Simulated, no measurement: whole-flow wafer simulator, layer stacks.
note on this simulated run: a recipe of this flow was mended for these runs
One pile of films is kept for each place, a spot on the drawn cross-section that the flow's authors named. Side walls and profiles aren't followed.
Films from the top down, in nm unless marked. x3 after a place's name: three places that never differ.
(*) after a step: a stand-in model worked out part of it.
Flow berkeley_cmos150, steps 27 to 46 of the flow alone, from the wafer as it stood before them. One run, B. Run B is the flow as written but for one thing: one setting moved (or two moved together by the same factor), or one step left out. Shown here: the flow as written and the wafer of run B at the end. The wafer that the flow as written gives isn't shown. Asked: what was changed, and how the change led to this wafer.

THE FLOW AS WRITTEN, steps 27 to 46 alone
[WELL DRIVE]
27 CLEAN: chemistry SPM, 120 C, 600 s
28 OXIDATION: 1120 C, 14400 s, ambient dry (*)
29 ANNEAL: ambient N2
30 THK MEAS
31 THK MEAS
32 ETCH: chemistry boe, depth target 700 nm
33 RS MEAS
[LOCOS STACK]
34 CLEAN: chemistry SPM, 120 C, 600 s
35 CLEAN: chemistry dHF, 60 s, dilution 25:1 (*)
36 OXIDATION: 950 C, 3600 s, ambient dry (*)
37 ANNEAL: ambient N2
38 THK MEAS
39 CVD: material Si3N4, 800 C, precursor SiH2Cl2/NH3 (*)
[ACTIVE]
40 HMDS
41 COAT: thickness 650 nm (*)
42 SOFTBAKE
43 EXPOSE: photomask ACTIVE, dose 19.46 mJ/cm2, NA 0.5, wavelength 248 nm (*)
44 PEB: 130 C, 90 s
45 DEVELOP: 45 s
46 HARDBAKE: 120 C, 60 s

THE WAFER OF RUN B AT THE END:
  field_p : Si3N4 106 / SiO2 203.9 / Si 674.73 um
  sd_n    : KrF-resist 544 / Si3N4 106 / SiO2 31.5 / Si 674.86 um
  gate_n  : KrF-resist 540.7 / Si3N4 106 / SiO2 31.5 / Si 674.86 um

The cause: step 32, ETCH: depth target 350 nm was run, where the flow has depth target 700 nm.

How the change led to this, step by step:
  32 ETCH: chemistry boe, depth target 700 nm
      field_p, sd_p, gate_p: SiO2 -350 (as written it would be: SiO2 -555.5 (all of it))
  34 CLEAN: chemistry SPM, 120 C, 600 s
      field_p, sd_p, gate_p: nothing (as written it would be: chemical SiO2 +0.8 (new film), Si -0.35)
  35 CLEAN: chemistry dHF, 60 s, dilution 25:1 (*)
      field_p, sd_p, gate_p: SiO2 -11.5 (as written it would be: chemical SiO2 -0.8 (all of it))
  36 OXIDATION: 950 C, 3600 s, ambient dry (*)
      field_p, sd_p, gate_p: SiO2 +9.87, Si -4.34 (as written it would be: SiO2 +31.5 (new film), Si -13.8)
  41 COAT: thickness 650 nm (*)
      field: KrF-resist +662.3 (new film) (as written it would be: KrF-resist +646.4 (new film))
      field_p: KrF-resist +626.1 (new film) (as written it would be: KrF-resist +715.2 (new film))
      (and at 3 more places)
  45 DEVELOP: 45 s
      field: KrF-resist -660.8 (all of it) (as written it would be: KrF-resist -645 (all of it))
      field_p: KrF-resist -624.7 (all of it) (as written it would be: KrF-resist -713.6 (all of it))
  46 HARDBAKE: 120 C, 60 s
      sd_n: KrF-resist -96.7 (as written it would be: KrF-resist -93.3)
      sd_p: KrF-resist -93.2 (as written it would be: KrF-resist -102.4)
      (and at 1 more place)
